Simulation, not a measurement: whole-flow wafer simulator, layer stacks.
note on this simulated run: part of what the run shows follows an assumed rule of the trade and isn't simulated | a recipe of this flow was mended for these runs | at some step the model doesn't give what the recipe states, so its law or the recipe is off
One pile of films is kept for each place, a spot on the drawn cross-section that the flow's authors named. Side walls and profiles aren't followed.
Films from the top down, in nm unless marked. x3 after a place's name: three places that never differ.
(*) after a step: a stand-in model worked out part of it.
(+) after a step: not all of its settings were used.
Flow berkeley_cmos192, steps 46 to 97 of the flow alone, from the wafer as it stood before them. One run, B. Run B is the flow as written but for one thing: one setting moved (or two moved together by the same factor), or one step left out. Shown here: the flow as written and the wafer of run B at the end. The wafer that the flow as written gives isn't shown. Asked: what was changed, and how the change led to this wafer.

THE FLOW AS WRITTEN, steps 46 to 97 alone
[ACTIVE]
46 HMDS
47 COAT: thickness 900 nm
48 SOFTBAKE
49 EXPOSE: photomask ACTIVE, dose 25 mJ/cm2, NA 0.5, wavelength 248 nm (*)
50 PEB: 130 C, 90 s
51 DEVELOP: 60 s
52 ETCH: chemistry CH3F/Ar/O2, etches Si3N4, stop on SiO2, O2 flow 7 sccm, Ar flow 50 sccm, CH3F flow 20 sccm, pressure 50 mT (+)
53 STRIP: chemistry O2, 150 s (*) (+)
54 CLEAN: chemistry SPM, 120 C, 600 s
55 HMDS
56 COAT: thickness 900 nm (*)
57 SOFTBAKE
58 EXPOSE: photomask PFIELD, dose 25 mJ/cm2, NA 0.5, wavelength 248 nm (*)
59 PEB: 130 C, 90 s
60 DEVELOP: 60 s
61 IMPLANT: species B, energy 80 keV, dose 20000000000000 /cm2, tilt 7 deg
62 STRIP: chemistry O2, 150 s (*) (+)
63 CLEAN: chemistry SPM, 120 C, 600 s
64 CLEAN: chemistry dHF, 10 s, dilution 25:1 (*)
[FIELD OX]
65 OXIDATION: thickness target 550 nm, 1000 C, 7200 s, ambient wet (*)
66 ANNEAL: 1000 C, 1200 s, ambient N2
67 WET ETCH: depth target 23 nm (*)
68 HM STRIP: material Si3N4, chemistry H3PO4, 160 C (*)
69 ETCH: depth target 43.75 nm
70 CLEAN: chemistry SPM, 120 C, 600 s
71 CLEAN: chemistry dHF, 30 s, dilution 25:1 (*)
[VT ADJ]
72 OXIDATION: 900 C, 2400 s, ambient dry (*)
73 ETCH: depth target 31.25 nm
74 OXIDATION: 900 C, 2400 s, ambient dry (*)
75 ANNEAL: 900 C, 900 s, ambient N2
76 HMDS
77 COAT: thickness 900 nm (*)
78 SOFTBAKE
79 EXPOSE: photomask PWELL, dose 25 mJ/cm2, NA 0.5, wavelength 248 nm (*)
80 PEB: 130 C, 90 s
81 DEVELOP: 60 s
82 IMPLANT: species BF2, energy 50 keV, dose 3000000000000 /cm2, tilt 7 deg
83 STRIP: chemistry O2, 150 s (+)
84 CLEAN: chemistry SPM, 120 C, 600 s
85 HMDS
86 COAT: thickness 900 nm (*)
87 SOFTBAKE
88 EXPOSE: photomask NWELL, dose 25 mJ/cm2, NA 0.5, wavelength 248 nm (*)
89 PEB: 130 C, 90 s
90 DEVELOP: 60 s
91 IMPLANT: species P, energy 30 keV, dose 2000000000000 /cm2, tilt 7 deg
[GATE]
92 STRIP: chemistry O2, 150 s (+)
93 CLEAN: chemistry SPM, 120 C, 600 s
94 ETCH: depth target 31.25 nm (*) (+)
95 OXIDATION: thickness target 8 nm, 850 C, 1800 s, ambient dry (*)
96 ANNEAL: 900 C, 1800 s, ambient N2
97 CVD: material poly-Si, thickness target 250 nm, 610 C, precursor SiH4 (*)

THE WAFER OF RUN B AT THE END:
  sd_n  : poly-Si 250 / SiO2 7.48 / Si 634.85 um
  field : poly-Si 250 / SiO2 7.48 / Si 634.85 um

The cause: step 52, ETCH: chemistry CH3F/Ar/O2, etches Si3N4, stop on SiO2, O2 flow 7 sccm, Ar flow 50 sccm, CH3F flow 20 sccm, pressure 50 mT (+), was left out.

How the change led to this, step by step:
  53 STRIP: chemistry O2, 150 s (*) (+)
      sd_n, spacer_n, gate, sd_p, spacer_p, gate_p, contact, m1: KrF-resist -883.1 (all of it) (as written it would be: KrF-resist -721.7 (all of it))
  56 COAT: thickness 900 nm (*)
      field: KrF-resist +900 (new film) (as written it would be: KrF-resist +961.2 (new film))
      sd_n: KrF-resist +900 (new film) (as written it would be: KrF-resist +785.2 (new film))
      (and at 7 more places)
  60 DEVELOP: 60 s
      field: KrF-resist -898 (all of it) (as written it would be: KrF-resist -959 (all of it))
  62 STRIP: chemistry O2, 150 s (*) (+)
      sd_n: KrF-resist -883.1 (all of it) (as written it would be: KrF-resist -768.5 (all of it))
      spacer_n: KrF-resist -883.1 (all of it) (as written it would be: KrF-resist -801.2 (all of it))
      (and at 6 more places)
  64 CLEAN: chemistry dHF, 10 s, dilution 25:1 (*)
      field: Si3N4 -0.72 (as written it would be: SiO2 -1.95)
  65 OXIDATION: thickness target 550 nm, 1000 C, 7200 s, ambient wet (*)
      sd_n, sd_p: SiO2 +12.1 (new film), Si3N4 -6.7 (as written it would be: SiO2 +12.1 (new film), Si3N4 -6.7, SiO2 +0.06, Si -0.06)
      field: SiO2 +12.1 (new film), Si3N4 -6.7 (as written it would be: SiO2 +542.3, Si -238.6)
      (and at 1 more place)
  67 WET ETCH: depth target 23 nm (*)
      field: SiO2 -12.1 (all of it), Si3N4 -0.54 (as written it would be: SiO2 -23)
  68 HM STRIP: material Si3N4, chemistry H3PO4, 160 C (*)
      field: Si3N4 -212 (all of it), SiO2 -9.87 (as written it would be: SiO2 -16.5)
  69 ETCH: depth target 43.75 nm
      field: SiO2 -16.7 (all of it) (as written it would be: SiO2 -43.8)
  70 CLEAN: chemistry SPM, 120 C, 600 s
      field: chemical SiO2 +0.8 (new film), Si -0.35 (as written it would be: nothing)
  71 CLEAN: chemistry dHF, 30 s, dilution 25:1 (*)
      field: chemical SiO2 -0.8 (all of it) (as written it would be: SiO2 -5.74)
  72 OXIDATION: 900 C, 2400 s, ambient dry (*)
      field: SiO2 +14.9 (new film), Si -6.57 (as written it would be: SiO2 +1.63, Si -0.72)
  73 ETCH: depth target 31.25 nm
      field: SiO2 -14.9 (all of it) (as written it would be: SiO2 -31.2)
  74 OXIDATION: 900 C, 2400 s, ambient dry (*)
      field: SiO2 +14.9 (new film), Si -6.57 (as written it would be: SiO2 +1.72, Si -0.76)
  77 COAT: thickness 900 nm (*)
      field: KrF-resist +900 (new film) (as written it would be: KrF-resist +845.8 (new film))
      sd_n: KrF-resist +900 (new film) (as written it would be: KrF-resist +1006.3 (new film))
      (and at 7 more places)
  81 DEVELOP: 60 s
      spacer_n, gate: KrF-resist -898 (all of it) (as written it would be: KrF-resist -971.9 (all of it))
      field: KrF-resist -898 (all of it) (as written it would be: KrF-resist -844 (all of it))
      (and at 3 more places)
  ... 5 more steps ...
  95 OXIDATION: thickness target 8 nm, 850 C, 1800 s, ambient dry (*)
      field: SiO2 +7.48 (new film), Si -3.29 (as written it would be: SiO2 +0.53, Si -0.23)
